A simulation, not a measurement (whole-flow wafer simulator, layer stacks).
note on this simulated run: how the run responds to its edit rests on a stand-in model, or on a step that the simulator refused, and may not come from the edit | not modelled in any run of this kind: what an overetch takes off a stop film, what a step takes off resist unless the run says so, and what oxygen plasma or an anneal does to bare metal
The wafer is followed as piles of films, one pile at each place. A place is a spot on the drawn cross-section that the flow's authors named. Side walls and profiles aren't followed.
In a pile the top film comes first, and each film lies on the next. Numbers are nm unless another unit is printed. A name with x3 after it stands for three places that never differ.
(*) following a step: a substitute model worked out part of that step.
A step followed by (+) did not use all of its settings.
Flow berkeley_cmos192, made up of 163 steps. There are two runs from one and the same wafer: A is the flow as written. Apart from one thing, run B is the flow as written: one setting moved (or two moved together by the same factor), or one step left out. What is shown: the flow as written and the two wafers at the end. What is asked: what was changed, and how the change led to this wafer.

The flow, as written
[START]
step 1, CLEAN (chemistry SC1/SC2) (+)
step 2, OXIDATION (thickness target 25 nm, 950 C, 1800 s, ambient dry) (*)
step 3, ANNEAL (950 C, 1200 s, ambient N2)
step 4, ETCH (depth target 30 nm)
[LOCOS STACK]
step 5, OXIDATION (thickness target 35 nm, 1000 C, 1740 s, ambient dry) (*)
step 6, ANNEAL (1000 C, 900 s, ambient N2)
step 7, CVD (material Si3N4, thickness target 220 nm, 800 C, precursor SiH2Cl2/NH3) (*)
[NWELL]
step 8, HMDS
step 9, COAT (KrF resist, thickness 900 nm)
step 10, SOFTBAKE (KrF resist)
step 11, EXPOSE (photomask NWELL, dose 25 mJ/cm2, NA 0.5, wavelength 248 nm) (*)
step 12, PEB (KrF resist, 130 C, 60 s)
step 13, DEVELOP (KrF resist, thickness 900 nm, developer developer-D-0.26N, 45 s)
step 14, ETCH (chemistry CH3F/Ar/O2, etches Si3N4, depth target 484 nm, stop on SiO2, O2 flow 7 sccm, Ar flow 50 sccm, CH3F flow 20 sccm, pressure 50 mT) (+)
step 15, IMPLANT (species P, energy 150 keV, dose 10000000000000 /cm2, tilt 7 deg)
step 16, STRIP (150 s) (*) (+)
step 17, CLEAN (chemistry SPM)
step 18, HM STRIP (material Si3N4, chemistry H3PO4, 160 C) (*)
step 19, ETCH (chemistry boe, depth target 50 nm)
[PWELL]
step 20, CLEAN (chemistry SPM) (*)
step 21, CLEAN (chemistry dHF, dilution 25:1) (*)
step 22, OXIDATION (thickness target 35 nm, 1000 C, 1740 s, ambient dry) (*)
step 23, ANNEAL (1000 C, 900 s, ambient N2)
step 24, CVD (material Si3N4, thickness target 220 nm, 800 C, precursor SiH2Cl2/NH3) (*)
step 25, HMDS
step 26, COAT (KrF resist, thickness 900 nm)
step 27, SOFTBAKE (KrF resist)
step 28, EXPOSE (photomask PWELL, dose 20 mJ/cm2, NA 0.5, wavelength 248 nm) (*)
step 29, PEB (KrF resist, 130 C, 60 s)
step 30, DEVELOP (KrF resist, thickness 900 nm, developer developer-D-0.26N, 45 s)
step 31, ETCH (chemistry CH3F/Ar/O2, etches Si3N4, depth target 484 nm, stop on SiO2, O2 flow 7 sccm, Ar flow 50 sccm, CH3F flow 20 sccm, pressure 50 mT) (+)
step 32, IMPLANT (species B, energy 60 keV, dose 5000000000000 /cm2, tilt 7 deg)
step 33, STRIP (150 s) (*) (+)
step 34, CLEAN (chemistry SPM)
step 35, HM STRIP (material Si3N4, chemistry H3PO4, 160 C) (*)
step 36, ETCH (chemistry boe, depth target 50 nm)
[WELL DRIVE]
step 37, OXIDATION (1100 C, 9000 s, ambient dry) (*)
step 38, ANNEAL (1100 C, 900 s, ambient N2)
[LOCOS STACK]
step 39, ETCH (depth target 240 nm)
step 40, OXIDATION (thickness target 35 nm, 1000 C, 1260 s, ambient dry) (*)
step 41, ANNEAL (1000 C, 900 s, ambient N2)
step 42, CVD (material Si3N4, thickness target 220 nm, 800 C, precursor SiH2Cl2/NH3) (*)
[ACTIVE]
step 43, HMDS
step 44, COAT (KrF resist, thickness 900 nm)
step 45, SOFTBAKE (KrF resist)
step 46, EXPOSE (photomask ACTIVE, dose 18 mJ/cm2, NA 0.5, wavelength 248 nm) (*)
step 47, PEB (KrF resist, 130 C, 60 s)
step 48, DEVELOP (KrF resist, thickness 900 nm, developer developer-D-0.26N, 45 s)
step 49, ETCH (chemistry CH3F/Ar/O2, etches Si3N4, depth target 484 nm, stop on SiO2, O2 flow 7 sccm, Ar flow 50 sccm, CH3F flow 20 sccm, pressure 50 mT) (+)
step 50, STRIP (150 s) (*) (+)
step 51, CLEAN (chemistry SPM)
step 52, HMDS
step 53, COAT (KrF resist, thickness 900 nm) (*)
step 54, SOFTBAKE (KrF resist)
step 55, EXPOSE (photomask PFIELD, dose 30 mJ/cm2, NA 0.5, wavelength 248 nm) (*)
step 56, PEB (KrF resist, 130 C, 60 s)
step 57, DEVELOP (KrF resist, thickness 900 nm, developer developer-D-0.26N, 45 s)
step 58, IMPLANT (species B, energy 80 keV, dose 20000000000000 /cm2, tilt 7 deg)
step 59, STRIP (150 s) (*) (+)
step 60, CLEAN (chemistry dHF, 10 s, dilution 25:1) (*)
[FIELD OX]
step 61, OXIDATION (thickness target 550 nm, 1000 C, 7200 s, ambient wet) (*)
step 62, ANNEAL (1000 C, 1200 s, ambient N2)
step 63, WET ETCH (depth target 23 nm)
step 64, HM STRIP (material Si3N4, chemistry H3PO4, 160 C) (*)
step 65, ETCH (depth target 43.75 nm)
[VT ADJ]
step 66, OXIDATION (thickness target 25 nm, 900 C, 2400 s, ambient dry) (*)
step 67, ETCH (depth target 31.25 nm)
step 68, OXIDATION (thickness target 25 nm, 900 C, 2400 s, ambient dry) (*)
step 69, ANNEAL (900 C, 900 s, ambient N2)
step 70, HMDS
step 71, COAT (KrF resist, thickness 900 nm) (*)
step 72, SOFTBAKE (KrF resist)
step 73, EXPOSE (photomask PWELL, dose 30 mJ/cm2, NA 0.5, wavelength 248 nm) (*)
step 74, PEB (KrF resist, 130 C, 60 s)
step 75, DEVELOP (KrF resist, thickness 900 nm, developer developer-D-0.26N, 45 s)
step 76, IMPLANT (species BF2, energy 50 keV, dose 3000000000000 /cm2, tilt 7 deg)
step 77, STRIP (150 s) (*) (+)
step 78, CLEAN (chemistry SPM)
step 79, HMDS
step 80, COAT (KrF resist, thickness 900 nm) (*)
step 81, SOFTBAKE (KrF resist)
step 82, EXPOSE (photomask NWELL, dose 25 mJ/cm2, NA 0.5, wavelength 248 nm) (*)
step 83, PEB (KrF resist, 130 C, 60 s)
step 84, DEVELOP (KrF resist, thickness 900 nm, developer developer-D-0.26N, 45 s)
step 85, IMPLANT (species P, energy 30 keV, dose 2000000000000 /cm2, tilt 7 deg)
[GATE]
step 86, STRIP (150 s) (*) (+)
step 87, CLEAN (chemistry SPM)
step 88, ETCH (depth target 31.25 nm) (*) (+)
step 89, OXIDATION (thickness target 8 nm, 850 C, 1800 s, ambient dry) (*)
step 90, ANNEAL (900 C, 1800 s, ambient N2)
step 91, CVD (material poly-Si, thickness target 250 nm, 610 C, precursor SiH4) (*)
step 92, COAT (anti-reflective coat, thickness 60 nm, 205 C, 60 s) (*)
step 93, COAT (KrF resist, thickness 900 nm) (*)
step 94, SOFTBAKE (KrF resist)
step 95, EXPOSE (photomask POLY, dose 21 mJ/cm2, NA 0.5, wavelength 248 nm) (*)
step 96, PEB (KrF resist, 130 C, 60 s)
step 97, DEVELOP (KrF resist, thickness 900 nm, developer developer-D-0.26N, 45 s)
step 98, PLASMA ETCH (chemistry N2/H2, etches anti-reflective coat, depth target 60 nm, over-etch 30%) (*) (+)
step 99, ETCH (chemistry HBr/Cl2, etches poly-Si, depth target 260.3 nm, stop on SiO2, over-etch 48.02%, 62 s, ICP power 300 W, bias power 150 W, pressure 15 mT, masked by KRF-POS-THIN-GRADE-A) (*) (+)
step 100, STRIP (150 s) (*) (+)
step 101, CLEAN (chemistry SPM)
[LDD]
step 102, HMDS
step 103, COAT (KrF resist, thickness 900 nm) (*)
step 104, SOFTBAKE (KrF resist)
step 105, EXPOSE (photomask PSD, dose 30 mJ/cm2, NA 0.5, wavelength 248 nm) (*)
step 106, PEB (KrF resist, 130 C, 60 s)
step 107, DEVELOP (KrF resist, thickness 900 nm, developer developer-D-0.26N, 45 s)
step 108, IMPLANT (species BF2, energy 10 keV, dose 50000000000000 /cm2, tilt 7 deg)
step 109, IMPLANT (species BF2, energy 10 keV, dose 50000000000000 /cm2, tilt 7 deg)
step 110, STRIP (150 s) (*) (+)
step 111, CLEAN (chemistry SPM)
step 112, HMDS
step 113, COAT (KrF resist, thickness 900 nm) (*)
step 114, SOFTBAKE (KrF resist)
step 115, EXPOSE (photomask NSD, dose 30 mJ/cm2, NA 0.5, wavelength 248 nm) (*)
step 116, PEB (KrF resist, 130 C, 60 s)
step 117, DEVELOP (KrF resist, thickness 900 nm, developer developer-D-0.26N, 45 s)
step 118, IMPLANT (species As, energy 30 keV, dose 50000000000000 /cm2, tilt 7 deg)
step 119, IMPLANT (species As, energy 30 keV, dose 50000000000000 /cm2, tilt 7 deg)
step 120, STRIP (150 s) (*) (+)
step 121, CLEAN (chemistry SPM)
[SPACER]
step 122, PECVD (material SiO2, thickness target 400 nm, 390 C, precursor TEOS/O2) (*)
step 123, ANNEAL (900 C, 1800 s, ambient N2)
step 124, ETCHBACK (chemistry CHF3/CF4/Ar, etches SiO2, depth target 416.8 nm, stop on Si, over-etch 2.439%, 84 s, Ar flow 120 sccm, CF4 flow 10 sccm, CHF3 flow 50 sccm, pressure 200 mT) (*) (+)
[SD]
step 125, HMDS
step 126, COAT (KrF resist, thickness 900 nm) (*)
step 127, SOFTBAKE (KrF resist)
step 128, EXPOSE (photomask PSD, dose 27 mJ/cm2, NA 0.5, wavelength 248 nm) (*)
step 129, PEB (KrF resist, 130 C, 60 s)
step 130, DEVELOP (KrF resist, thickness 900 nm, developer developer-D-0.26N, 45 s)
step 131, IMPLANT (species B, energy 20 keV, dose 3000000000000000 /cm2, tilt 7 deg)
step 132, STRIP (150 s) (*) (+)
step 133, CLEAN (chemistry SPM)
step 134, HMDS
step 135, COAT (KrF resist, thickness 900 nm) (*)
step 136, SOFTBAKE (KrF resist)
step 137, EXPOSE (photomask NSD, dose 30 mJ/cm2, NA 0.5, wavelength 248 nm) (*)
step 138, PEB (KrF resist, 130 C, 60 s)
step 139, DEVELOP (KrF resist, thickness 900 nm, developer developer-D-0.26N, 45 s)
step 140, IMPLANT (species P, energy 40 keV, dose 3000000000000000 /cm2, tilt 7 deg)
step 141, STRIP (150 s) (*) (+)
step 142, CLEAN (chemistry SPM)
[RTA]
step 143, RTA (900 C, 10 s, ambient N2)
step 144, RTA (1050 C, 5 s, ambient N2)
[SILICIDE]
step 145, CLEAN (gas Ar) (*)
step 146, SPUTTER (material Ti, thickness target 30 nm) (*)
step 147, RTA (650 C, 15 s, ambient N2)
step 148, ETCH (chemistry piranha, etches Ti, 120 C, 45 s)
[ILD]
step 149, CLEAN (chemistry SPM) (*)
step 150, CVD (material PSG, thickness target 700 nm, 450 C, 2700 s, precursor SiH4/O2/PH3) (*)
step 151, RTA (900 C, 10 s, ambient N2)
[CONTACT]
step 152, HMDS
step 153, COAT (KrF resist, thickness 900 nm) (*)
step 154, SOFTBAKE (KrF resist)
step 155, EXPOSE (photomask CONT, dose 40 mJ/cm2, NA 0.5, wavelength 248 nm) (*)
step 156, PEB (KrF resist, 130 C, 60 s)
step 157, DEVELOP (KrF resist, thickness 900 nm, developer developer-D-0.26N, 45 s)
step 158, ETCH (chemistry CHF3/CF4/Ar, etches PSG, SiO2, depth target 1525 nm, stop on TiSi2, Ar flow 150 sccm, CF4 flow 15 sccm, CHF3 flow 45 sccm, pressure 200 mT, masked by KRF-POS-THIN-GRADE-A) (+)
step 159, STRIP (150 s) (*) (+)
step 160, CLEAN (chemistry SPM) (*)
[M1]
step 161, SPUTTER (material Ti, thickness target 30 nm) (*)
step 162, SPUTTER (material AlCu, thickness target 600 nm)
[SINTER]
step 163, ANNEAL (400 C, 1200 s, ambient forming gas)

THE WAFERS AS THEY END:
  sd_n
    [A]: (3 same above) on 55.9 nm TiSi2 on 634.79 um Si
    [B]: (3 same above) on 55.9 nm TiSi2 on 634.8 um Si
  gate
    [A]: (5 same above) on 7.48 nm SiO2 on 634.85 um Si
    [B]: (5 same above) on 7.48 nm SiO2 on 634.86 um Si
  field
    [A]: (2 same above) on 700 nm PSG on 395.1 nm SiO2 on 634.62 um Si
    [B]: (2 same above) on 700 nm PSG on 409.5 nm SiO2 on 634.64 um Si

The reason: step 39, ETCH: depth target 144 nm was run, though the flow has depth target 240 nm.

The path from the change to this, step by step:
  step 39, ETCH (depth target 240 nm)
      field, sd_n, spacer_n and 6 more: A SiO2 loses 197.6 (all of it) | B SiO2 loses 144
  step 40, OXIDATION (thickness target 35 nm, 1000 C, 1260 s, ambient dry) (*)
      field, sd_n, spacer_n and 6 more: A SiO2 gains 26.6 (new film), Si loses 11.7 | B SiO2 gains 15.1, Si loses 6.66
  step 61, OXIDATION (thickness target 550 nm, 1000 C, 7200 s, ambient wet) (*)
      gate: A SiO2 gains 12.1 (new film), Si3N4 loses 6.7, SiO2 gains 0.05, Si loses 0.05 | B SiO2 gains 12.1 (new film), Si3N4 loses 6.7
      field: A SiO2 gains 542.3, Si loses 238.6 | B SiO2 gains 514.7, Si loses 226.5
      (and at 2 other places as well)
  step 65, ETCH (depth target 43.75 nm)
      sd_n, spacer_n, gate, sd_p, spacer_p, gate_p, contact, m1: A SiO2 loses 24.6 (all of it) | B SiO2 loses 43.8
  step 66, OXIDATION (thickness target 25 nm, 900 C, 2400 s, ambient dry) (*)
      spacer_n, gate, spacer_p, gate_p, contact, m1: A SiO2 gains 14.9 (new film), Si loses 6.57 | B SiO2 gains 10.1, Si loses 4.45
      sd_n: A SiO2 gains 14.9 (new film), Si loses 6.57 | B SiO2 gains 9.51, Si loses 4.19
      (and at 1 other place as well)
  step 67, ETCH (depth target 31.25 nm)
      spacer_n, gate, spacer_p, gate_p, contact, m1: A SiO2 loses 14.9 (all of it) | B SiO2 loses 31.3
      sd_n, sd_p: A SiO2 loses 14.9 (all of it) | B SiO2 loses 31.2
  step 68, OXIDATION (thickness target 25 nm, 900 C, 2400 s, ambient dry) (*)
      spacer_n, gate, spacer_p, gate_p, contact, m1: A SiO2 gains 14.9 (new film), Si loses 6.57 | B SiO2 gains 13.1, Si loses 5.75
      sd_n: A SiO2 gains 14.9 (new film), Si loses 6.57 | B SiO2 gains 10.3, Si loses 4.54
      (and at 1 other place as well)
  step 88, ETCH (depth target 31.25 nm) (*) (+)
      sd_n: A SiO2 loses 14.9 (all of it) | B SiO2 loses 18 (all of it)
      sd_p: A SiO2 loses 14.9 (all of it) | B SiO2 loses 18.1 (all of it)
  step 92, COAT (anti-reflective coat, thickness 60 nm, 205 C, 60 s) (*)
      sd_n: A anti-reflective coat gains 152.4 (new film) | B anti-reflective coat gains 171.1 (new film)
      spacer_n: A anti-reflective coat gains 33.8 (new film) | B anti-reflective coat gains 27.5 (new film)
      (and at 6 other places as well)
  step 98, PLASMA ETCH (chemistry N2/H2, etches anti-reflective coat, depth target 60 nm, over-etch 30%) (*) (+)
      field: A anti-reflective coat loses 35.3 (all of it), poly-Si loses 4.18 | B anti-reflective coat loses 35.5 (all of it), poly-Si loses 4.79
      sd_n: A anti-reflective coat loses 152.4 (all of it), poly-Si loses 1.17 | B anti-reflective coat loses 171.1 (all of it), poly-Si loses 1.32
      (and at 5 other places as well)
  step 100, STRIP (150 s) (*) (+)
      gate: A chemical SiO2 gains 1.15 (new film), KrF resist loses 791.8 (all of it), anti-reflective coat loses 30 (all of it), poly-Si loses 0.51 | B chemical SiO2 gains 1.15 (new film), KrF resist loses 812.5 (all of it), anti-reflective coat loses 23.4 (all of it), poly-Si loses 0.51
      gate_p: A chemical SiO2 gains 1.15 (new film), KrF resist loses 765.1 (all of it), anti-reflective coat loses 31 (all of it), poly-Si loses 0.51 | B chemical SiO2 gains 1.15 (new film), KrF resist loses 778.5 (all of it), anti-reflective coat loses 26.1 (all of it), poly-Si loses 0.51
  step 147, RTA (650 C, 15 s, ambient N2)
      sd_p: A Ti loses 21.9, TiSi first gains 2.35 (new film), TiSi2 C49 gains 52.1 (new film), Si loses 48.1 | B Ti loses 21.6, TiSi first gains 1.64 (new film), TiSi2 C49 gains 52.4 (new film), Si loses 47.9
  step 151, RTA (900 C, 10 s, ambient N2)
      sd_p: A under 1 film: TiSi2 gains 52.2 (new film), TiSi first loses 2.25 (all of it), TiSi2 C49 loses 52.1 (all of it), Si loses 1.5 | B under 1 film: TiSi2 gains 51.5 (new film), TiSi first loses 1.54 (all of it), TiSi2 C49 loses 52.4 (all of it), Si loses 1.02
  step 162, SPUTTER (material AlCu, thickness target 600 nm)
      sd_p: A AlCu gains 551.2 (new film) | B AlCu gains 536.9 (new film)
